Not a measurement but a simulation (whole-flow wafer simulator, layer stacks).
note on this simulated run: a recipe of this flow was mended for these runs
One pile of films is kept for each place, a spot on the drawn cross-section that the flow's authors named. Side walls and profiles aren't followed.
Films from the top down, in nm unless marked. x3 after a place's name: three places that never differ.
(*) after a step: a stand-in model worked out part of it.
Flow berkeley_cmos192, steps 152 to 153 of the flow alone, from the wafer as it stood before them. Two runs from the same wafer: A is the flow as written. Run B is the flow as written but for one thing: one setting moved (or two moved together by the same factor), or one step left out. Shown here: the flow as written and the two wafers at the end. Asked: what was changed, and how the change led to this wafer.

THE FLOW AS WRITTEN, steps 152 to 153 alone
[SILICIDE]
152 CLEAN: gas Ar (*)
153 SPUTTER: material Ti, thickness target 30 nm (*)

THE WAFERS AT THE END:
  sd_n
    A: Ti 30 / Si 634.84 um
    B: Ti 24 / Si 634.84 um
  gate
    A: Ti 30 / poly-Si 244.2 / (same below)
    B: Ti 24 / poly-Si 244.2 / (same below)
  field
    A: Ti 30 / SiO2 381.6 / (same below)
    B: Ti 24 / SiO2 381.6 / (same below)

The cause: step 153, SPUTTER: thickness target 24 nm was run, where the flow has thickness target 30 nm.
It can be read off the wafer: sd_n has Ti 24, and step 153 as written asks for 30 nm.

How the change led to this, step by step:
  153 SPUTTER: material Ti, thickness target 30 nm (*)
      field, sd_n, spacer_n, gate, spacer_p, gate_p, contact x2: A Ti +30 (new film) | B Ti +24 (new film)
      sd_p: A Ti +28.2 (new film) | B Ti +22.6 (new film)
